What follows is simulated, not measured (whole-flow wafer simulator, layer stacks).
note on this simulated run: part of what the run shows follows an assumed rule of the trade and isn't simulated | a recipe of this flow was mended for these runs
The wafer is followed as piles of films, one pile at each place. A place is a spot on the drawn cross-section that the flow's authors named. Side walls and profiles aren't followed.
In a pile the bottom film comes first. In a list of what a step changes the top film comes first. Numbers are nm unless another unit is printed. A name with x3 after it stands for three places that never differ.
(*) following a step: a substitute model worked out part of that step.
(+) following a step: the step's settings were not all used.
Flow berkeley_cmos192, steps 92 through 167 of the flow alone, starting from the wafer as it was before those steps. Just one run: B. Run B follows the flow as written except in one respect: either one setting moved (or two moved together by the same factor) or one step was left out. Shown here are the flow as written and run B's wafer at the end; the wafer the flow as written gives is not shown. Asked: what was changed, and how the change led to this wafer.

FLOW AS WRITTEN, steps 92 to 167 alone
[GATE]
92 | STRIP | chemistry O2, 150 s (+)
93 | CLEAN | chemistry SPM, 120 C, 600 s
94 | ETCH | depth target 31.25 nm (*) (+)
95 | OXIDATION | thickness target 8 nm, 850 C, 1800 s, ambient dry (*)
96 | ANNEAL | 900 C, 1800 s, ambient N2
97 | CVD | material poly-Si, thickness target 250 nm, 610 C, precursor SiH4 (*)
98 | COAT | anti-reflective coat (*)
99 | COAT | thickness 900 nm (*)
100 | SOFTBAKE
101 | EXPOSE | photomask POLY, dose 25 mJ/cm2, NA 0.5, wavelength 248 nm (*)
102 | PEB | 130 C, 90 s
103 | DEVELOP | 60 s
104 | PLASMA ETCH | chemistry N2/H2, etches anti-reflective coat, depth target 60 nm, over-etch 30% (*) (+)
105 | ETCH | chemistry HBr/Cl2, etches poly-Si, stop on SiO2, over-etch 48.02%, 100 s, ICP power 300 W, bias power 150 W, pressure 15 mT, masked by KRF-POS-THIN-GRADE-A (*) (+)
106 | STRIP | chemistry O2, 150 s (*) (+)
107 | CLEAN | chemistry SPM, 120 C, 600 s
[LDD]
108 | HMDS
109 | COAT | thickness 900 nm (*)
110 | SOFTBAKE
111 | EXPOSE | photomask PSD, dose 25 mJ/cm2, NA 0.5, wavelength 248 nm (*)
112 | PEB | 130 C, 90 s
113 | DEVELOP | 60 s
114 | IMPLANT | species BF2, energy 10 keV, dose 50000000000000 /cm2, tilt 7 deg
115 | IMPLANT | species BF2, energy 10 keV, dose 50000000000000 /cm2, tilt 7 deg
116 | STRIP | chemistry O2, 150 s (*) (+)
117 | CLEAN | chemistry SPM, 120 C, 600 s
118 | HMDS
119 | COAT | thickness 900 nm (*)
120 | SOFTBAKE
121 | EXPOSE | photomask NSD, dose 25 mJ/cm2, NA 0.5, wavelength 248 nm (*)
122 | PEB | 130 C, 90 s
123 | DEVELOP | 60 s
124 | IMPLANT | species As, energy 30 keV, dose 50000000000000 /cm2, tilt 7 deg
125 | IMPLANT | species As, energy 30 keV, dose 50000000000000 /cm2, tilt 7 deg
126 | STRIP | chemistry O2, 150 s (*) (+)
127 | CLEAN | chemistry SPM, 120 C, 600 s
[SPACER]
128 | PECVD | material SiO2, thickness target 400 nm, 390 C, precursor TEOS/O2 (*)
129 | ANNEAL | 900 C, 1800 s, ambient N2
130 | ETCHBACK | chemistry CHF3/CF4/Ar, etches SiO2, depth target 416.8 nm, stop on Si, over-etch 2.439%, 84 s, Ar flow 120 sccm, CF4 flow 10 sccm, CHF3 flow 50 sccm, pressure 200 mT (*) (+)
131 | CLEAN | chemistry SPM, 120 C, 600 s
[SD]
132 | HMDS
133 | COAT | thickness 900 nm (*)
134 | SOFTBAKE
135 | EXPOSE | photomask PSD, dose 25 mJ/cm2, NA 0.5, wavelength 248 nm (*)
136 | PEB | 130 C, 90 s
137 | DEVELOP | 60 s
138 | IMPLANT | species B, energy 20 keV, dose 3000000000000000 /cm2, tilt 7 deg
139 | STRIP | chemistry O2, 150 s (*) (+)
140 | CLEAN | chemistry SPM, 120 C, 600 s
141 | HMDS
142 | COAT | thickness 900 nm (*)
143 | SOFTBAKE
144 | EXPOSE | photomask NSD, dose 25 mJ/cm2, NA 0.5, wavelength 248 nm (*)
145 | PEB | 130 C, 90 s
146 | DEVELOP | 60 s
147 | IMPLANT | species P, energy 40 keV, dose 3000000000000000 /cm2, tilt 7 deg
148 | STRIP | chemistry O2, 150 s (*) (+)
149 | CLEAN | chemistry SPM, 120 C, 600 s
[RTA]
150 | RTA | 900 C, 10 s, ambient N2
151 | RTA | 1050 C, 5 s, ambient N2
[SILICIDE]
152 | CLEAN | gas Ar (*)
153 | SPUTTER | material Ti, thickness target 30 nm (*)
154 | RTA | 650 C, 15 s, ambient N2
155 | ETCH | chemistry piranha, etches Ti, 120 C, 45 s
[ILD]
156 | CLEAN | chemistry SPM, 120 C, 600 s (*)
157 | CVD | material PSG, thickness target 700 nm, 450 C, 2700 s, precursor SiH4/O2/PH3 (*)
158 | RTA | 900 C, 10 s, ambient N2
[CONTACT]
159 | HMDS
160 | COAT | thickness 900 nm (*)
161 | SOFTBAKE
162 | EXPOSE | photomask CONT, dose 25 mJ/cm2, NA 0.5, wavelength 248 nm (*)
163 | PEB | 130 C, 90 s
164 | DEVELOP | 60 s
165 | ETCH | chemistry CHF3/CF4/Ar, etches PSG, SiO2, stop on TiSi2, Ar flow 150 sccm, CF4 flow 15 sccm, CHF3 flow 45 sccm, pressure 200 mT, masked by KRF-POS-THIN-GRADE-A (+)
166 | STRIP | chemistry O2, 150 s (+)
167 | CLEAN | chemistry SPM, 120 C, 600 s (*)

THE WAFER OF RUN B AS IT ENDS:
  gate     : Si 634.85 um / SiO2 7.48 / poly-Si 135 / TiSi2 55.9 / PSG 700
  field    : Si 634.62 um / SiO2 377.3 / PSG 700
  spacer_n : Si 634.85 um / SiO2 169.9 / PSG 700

What caused this: step 97, CVD: thickness target 194 nm was run, though the flow has thickness target 250 nm.

The path from the change to this, step by step:
  97 | CVD | material poly-Si, thickness target 250 nm, 610 C, precursor SiH4 (*)
      field, sd_n, spacer_n and 6 more: +194 poly-Si (new film) (as written it would have been: +250 poly-Si (new film))
  98 | COAT | anti-reflective coat (*)
      field: +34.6 anti-reflective coat (new film) (as written it would have been: +35.6 anti-reflective coat (new film))
      contact: +54 anti-reflective coat (new film) (as written it would have been: +55.4 anti-reflective coat (new film))
  104 | PLASMA ETCH | chemistry N2/H2, etches anti-reflective coat, depth target 60 nm, over-etch 30% (*) (+)
      field: -34.6 anti-reflective coat (all of it), -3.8 poly-Si (as written it would have been: -35.6 anti-reflective coat (all of it), -3.86 poly-Si)
      contact: -54 anti-reflective coat (all of it), -3.3 poly-Si (as written it would have been: -55.4 anti-reflective coat (all of it), -3.35 poly-Si)
  105 | ETCH | chemistry HBr/Cl2, etches poly-Si, stop on SiO2, over-etch 48.02%, 100 s, ICP power 300 W, bias power 150 W, pressure 15 mT, masked by KRF-POS-THIN-GRADE-A (*) (+)
      field: -190.2 poly-Si (all of it), -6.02 SiO2 (as written it would have been: -246.1 poly-Si (all of it), -1.71 SiO2)
      sd_n: -192.9 poly-Si (all of it), -5.81 SiO2 (as written it would have been: -248.9 poly-Si (all of it), -1.5 SiO2)
      (and at 5 other places as well)
  109 | COAT | thickness 900 nm (*)
      gate: +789 KrF-resist (new film) (as written it would have been: +743.5 KrF-resist (new film))
      gate_p: +785.3 KrF-resist (new film) (as written it would have been: +739.8 KrF-resist (new film))
  113 | DEVELOP | 60 s
      gate_p: -783.6 KrF-resist (all of it) (as written it would have been: -738.2 KrF-resist (all of it))
  116 | STRIP | chemistry O2, 150 s (*) (+)
      gate: -772.3 KrF-resist (all of it), +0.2 chemical SiO2, -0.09 poly-Si (as written it would have been: -727 KrF-resist (all of it), +0.2 chemical SiO2, -0.09 poly-Si)
  119 | COAT | thickness 900 nm (*)
      gate: +788.3 KrF-resist (new film) (as written it would have been: +743.4 KrF-resist (new film))
      gate_p: +784.5 KrF-resist (new film) (as written it would have been: +739.7 KrF-resist (new film))
  123 | DEVELOP | 60 s
      gate: -786.6 KrF-resist (all of it) (as written it would have been: -741.9 KrF-resist (all of it))
  126 | STRIP | chemistry O2, 150 s (*) (+)
      gate_p: -767.9 KrF-resist (all of it), +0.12 chemical SiO2, -0.05 poly-Si (as written it would have been: -723.2 KrF-resist (all of it), +0.12 chemical SiO2, -0.05 poly-Si)
  130 | ETCHBACK | chemistry CHF3/CF4/Ar, etches SiO2, depth target 416.8 nm, stop on Si, over-etch 2.439%, 84 s, Ar flow 120 sccm, CF4 flow 10 sccm, CHF3 flow 50 sccm, pressure 200 mT (*) (+)
      spacer_n, spacer_p: -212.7 SiO2 (as written it would have been: -161 SiO2)
  133 | COAT | thickness 900 nm (*)
      spacer_n: +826 KrF-resist (new film) (as written it would have been: +785.3 KrF-resist (new film))
      gate: +804.6 KrF-resist (new film) (as written it would have been: +764.7 KrF-resist (new film))
      (and at 2 other places as well)
  137 | DEVELOP | 60 s
      spacer_p: -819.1 KrF-resist (all of it) (as written it would have been: -778.4 KrF-resist (all of it))
      gate_p: -797.5 KrF-resist (all of it) (as written it would have been: -757.7 KrF-resist (all of it))
  139 | STRIP | chemistry O2, 150 s (*) (+)
      spacer_n: -809.3 KrF-resist (all of it) (as written it would have been: -768.7 KrF-resist (all of it))
      gate: -787.9 KrF-resist (all of it), +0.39 chemical SiO2, -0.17 poly-Si (as written it would have been: -748.1 KrF-resist (all of it), +0.39 chemical SiO2, -0.17 poly-Si)
  142 | COAT | thickness 900 nm (*)
      spacer_n: +826.1 KrF-resist (new film) (as written it would have been: +785.4 KrF-resist (new film))
      gate: +804.6 KrF-resist (new film) (as written it would have been: +764.6 KrF-resist (new film))
      (and at 2 other places as well)
  146 | DEVELOP | 60 s
      spacer_n: -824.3 KrF-resist (all of it) (as written it would have been: -783.7 KrF-resist (all of it))
      gate: -802.8 KrF-resist (all of it) (as written it would have been: -762.9 KrF-resist (all of it))
  ... 2 further steps ...
  166 | STRIP | chemistry O2, 150 s (+)
      spacer_n: -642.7 KrF-resist (all of it) (as written it would have been: -612.8 KrF-resist (all of it))
      gate: -619.9 KrF-resist (all of it) (as written it would have been: -593.2 KrF-resist (all of it))
      (and at 3 other places as well)
